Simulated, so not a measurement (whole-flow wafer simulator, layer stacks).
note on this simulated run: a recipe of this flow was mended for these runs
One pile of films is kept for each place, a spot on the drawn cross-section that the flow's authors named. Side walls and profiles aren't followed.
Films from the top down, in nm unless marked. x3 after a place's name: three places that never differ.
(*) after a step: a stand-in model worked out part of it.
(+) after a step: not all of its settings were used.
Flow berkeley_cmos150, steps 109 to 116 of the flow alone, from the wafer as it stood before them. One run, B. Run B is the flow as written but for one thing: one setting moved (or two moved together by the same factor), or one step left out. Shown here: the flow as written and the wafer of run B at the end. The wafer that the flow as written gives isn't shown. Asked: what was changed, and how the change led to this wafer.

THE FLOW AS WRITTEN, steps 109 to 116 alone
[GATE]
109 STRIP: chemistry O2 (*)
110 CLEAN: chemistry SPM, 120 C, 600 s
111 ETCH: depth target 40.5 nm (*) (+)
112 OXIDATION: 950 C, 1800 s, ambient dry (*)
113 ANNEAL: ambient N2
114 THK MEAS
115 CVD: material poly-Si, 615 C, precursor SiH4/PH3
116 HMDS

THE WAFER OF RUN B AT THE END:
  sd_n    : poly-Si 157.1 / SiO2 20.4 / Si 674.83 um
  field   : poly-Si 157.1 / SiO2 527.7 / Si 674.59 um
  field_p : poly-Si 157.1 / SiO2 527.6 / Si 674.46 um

The cause: step 115, CVD: 595 C was run, where the flow has 615 C.

How the change led to this, step by step:
  115 CVD: material poly-Si, 615 C, precursor SiH4/PH3
      field, field_p, sd_n, gate_n, sd_p x2, contact, m1: poly-Si +157.1 (new film) (as written it would be: poly-Si +251.5 (new film))
